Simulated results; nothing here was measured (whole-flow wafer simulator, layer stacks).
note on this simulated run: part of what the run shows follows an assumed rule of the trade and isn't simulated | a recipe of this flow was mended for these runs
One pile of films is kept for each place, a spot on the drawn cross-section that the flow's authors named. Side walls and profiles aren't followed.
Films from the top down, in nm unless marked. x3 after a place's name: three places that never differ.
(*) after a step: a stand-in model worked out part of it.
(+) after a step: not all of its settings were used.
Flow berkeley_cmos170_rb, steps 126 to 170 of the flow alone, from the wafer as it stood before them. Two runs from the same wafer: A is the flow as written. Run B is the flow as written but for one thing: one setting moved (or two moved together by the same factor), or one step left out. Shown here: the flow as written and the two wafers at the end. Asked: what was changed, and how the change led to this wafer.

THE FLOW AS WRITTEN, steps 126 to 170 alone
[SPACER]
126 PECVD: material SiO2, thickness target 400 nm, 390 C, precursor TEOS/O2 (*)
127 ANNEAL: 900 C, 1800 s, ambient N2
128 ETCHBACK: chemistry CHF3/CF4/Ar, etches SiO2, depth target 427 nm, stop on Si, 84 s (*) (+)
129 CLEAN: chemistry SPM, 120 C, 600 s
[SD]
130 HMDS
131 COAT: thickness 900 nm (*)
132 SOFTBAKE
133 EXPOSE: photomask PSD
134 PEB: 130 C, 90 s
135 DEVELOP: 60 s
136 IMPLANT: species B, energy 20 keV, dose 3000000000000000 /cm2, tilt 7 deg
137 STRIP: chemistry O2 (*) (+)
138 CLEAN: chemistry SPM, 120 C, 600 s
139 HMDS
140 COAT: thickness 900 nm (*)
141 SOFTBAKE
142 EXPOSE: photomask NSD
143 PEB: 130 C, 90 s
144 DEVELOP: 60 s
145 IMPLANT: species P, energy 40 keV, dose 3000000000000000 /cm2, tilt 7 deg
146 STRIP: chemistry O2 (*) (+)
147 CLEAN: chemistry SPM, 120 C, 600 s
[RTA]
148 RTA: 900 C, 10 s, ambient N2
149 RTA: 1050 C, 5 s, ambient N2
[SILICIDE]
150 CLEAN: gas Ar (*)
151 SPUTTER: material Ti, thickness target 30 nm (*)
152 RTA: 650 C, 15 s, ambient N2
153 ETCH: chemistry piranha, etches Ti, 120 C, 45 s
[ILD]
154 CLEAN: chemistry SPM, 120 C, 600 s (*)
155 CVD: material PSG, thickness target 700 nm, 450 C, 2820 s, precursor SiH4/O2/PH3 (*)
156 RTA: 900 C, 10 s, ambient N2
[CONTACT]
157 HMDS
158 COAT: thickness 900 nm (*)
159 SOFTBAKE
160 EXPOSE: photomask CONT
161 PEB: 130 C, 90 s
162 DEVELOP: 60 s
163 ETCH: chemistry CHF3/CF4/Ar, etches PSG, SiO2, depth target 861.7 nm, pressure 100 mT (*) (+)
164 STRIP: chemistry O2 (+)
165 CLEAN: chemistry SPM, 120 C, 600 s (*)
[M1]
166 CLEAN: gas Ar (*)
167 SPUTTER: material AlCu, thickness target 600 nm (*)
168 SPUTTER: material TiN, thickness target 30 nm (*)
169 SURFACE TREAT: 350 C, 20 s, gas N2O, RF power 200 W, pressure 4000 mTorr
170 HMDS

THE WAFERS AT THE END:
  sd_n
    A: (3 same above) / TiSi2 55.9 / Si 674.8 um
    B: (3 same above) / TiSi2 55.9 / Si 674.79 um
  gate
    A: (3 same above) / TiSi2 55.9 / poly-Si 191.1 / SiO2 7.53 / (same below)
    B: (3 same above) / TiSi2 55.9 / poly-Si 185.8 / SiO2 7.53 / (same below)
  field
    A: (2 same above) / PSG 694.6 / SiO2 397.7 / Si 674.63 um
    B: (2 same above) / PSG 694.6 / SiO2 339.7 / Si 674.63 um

The cause: step 126, PECVD: thickness target 342 nm was run, where the flow has thickness target 400 nm.

How the change led to this, step by step:
  126 PECVD: material SiO2, thickness target 400 nm, 390 C, precursor TEOS/O2 (*)
      field, sd_n, contact, m1: A SiO2 +400 | B SiO2 +342
      spacer_n, sd_p, spacer_p: A SiO2 +385.3 | B SiO2 +329.7
      (and at 2 more places)
  128 ETCHBACK: chemistry CHF3/CF4/Ar, etches SiO2, depth target 427 nm, stop on Si, 84 s (*) (+)
      gate, gate_p: A SiO2 -400 (all of it), chemical SiO2 -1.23 (all of it), poly-Si -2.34 | B SiO2 -342 (all of it), chemical SiO2 -1.23 (all of it), poly-Si -7.62
      sd_n: A SiO2 -406 (all of it), Si -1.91 | B SiO2 -348 (all of it), Si -7.18
      (and at 3 more places)
  131 COAT: thickness 900 nm (*)
      sd_n: A KrF-resist +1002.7 (new film) | B KrF-resist +972 (new film)
      spacer_n: A KrF-resist +791.7 (new film) | B KrF-resist +816.2 (new film)
      (and at 6 more places)
  135 DEVELOP: 60 s
      sd_p: A KrF-resist -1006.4 (all of it) | B KrF-resist -979.2 (all of it)
      spacer_p: A KrF-resist -783.4 (all of it) | B KrF-resist -810.5 (all of it)
      (and at 1 more place)
  137 STRIP: chemistry O2 (*) (+)
      sd_n: A KrF-resist -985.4 (all of it), chemical SiO2 +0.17, Si -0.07 | B KrF-resist -954.9 (all of it), chemical SiO2 +0.17, Si -0.07
      spacer_n: A KrF-resist -775.1 (all of it) | B KrF-resist -799.5 (all of it)
      (and at 3 more places)
  140 COAT: thickness 900 nm (*)
      sd_n: A KrF-resist +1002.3 (new film) | B KrF-resist +972 (new film)
      spacer_n: A KrF-resist +791.4 (new film) | B KrF-resist +816.3 (new film)
      (and at 6 more places)
  144 DEVELOP: 60 s
      sd_n: A KrF-resist -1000 (all of it) | B KrF-resist -969.8 (all of it)
      spacer_n: A KrF-resist -789.7 (all of it) | B KrF-resist -814.5 (all of it)
      (and at 3 more places)
  146 STRIP: chemistry O2 (*) (+)
      sd_p: A KrF-resist -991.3 (all of it), chemical SiO2 +0.07 | B KrF-resist -964.2 (all of it), chemical SiO2 +0.07
      spacer_p: A KrF-resist -768.5 (all of it) | B KrF-resist -795.7 (all of it)
      (and at 1 more place)
  151 SPUTTER: material Ti, thickness target 30 nm (*)
      sd_p: A Ti +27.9 (new film) | B Ti +28.7 (new film)
  152 RTA: 650 C, 15 s, ambient N2
      sd_p: A Ti -21.8, TiSi first +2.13 (new film), TiSi2 C49 +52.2 (new film), Si -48 | B Ti -22.4, TiSi first +3.62 (new film), TiSi2 C49 +51.5 (new film), Si -48.4
  156 RTA: 900 C, 10 s, ambient N2
      sd_p: A under 1 film: TiSi2 +52 (new film), TiSi first -2.02 (all of it), TiSi2 C49 -52.2 (all of it), Si -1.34 | B under 1 film: TiSi2 +53.4 (new film), TiSi first -3.52 (all of it), TiSi2 C49 -51.5 (all of it), Si -2.34
  158 COAT: thickness 900 nm (*)
      sd_n: A KrF-resist +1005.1 (new film) | B KrF-resist +972.5 (new film)
      gate: A KrF-resist +810 (new film) | B KrF-resist +774.7 (new film)
      (and at 5 more places)
  162 DEVELOP: 60 s
      contact: A KrF-resist -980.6 (all of it) | B KrF-resist -955 (all of it)
  164 STRIP: chemistry O2 (+)
      sd_n: A KrF-resist -772.5 (all of it) | B KrF-resist -739.9 (all of it)
      spacer_n: A KrF-resist -598.3 (all of it) | B KrF-resist -614.9 (all of it)
      (and at 5 more places)
  167 SPUTTER: material AlCu, thickness target 600 nm (*)
      sd_p: A AlCu +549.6 (new film) | B AlCu +576.6 (new film)
  168 SPUTTER: material TiN, thickness target 30 nm (*)
      sd_p: A TiN +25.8 (new film) | B TiN +27.3 (new film)
